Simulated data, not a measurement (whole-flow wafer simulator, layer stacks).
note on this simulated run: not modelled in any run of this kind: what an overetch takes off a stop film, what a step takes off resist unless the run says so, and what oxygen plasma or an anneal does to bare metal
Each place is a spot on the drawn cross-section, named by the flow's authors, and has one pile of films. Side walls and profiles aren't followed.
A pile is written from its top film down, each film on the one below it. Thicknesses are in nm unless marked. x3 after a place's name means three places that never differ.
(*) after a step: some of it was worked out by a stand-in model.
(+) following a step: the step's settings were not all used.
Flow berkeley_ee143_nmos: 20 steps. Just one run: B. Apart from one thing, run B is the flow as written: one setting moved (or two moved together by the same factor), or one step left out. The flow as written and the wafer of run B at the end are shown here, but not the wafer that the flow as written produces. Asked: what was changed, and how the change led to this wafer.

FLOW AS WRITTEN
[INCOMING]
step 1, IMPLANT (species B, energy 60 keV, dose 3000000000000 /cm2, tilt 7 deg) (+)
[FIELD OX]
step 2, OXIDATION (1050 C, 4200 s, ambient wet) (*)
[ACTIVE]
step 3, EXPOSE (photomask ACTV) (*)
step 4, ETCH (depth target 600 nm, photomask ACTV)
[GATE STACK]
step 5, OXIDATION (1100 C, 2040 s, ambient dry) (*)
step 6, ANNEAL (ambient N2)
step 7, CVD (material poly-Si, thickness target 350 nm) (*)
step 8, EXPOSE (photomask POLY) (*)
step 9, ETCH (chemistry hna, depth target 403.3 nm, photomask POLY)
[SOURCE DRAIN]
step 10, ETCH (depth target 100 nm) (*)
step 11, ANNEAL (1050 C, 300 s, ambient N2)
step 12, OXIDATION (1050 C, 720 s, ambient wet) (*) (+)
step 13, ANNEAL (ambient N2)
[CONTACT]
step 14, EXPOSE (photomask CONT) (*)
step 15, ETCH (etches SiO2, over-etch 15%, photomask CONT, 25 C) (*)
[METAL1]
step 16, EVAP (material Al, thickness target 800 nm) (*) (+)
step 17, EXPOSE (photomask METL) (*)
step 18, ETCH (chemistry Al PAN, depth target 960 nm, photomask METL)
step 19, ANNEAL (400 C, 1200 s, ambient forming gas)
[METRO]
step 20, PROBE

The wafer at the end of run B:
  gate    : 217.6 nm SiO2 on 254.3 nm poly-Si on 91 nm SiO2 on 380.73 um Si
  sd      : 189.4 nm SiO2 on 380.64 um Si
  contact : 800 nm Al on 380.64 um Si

The reason: step 4, ETCH: depth target 532 nm was run, while the flow as written has depth target 600 nm.

Step by step, how the change led to this:
  step 4, ETCH (depth target 600 nm, photomask ACTV)
      gate, sd, contact: SiO2 loses 532 (as written it would have been: SiO2 loses 566.4 (all of it))
  step 5, OXIDATION (1100 C, 2040 s, ambient dry) (*)
      gate, sd, contact: SiO2 gains 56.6, Si loses 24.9 (as written it would have been: SiO2 gains 79.7 (new film), Si loses 35.1)
  step 10, ETCH (depth target 100 nm) (*)
      sd, contact: SiO2 loses 91 (all of it) (as written it would have been: SiO2 loses 79.7 (all of it))
